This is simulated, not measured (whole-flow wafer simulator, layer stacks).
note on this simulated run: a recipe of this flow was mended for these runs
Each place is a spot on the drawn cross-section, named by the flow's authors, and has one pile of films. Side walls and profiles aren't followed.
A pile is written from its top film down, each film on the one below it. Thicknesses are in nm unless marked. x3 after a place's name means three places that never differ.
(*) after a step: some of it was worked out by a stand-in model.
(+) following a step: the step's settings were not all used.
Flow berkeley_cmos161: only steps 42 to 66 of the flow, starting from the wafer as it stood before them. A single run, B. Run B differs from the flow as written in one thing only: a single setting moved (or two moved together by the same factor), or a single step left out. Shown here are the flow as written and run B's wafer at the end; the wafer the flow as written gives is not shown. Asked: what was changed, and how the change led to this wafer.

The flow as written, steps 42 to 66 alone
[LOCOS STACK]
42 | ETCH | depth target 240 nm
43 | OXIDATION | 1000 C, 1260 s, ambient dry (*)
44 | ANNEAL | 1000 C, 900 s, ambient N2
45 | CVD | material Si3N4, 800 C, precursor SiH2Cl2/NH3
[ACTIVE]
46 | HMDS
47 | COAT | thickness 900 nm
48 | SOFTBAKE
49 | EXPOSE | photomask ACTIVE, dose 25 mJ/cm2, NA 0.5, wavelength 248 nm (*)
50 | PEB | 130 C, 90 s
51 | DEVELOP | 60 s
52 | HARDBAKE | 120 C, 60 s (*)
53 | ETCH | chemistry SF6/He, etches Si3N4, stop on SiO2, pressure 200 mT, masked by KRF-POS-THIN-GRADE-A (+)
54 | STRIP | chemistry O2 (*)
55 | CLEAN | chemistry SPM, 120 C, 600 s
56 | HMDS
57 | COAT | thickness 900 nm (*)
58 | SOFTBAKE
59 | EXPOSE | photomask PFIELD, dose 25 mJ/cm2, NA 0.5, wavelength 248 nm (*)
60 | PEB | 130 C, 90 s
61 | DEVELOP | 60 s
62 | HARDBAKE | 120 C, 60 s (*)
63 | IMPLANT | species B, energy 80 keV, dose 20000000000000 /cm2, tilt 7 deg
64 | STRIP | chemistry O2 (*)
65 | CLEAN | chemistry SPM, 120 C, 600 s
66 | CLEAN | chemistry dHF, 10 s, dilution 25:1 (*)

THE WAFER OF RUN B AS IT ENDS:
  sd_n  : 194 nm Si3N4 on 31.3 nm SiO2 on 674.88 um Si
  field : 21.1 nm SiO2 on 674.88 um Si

The reason: step 43, OXIDATION: 1019 C was run, though the flow has 1000 C.

How this came from the change, step by step:
  43 | OXIDATION | 1000 C, 1260 s, ambient dry (*)
      field, sd_n, spacer_n and 6 more: SiO2 gains 31.3 (new film), Si loses 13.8 (it would be, as written: SiO2 gains 26.6 (new film), Si loses 11.7)
